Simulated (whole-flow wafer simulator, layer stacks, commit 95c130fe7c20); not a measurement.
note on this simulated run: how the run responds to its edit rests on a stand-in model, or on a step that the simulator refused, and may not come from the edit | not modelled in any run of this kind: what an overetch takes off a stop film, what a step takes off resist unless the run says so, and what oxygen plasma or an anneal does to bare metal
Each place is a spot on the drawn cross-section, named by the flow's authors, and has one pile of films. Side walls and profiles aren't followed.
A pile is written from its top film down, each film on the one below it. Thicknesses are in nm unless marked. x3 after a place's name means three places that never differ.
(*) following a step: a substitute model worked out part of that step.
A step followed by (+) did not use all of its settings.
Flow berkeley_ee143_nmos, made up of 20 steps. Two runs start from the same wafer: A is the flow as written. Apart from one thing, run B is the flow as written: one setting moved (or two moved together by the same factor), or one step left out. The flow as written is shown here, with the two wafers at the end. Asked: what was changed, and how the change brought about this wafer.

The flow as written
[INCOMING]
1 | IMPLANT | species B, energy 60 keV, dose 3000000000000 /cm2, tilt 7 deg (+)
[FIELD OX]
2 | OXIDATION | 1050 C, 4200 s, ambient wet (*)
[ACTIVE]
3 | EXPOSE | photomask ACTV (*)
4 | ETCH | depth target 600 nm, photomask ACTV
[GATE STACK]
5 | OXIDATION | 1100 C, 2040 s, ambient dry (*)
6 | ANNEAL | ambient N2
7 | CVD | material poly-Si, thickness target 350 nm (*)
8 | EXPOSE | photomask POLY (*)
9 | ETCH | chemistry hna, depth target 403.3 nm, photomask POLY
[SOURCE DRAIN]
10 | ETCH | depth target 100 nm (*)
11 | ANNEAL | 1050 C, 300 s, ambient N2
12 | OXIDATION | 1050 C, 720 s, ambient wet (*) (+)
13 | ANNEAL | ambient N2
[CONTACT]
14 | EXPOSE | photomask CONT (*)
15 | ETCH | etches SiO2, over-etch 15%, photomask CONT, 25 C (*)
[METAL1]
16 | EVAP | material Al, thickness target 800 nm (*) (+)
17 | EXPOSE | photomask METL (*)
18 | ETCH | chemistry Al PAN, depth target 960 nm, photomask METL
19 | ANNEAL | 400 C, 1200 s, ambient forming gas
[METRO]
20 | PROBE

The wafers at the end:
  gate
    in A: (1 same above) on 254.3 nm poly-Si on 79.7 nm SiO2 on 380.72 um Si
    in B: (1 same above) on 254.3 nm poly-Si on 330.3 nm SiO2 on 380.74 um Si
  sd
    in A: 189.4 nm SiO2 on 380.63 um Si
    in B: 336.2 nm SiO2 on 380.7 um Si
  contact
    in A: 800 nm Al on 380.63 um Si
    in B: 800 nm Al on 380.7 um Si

The reason: step 4, ETCH: depth target 255 nm was run, while the flow as written has depth target 600 nm.

The path from the change to this, step by step:
  4 | ETCH | depth target 600 nm, photomask ACTV
      gate, sd, contact: A SiO2 loses 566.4 (all of it) | B SiO2 loses 255
  5 | OXIDATION | 1100 C, 2040 s, ambient dry (*)
      gate, sd, contact: A SiO2 gains 79.7 (new film), Si loses 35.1 | B SiO2 gains 18.9, Si loses 8.31
  10 | ETCH | depth target 100 nm (*)
      sd, contact: A SiO2 loses 79.7 (all of it) | B SiO2 loses 100
  12 | OXIDATION | 1050 C, 720 s, ambient wet (*) (+)
      sd, contact: A SiO2 gains 189.4 (new film), Si loses 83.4 | B SiO2 gains 105.9, Si loses 46.6
  15 | ETCH | etches SiO2, over-etch 15%, photomask CONT, 25 C (*)
      contact: A SiO2 loses 189.4 (all of it) | B SiO2 loses 336.2 (all of it)
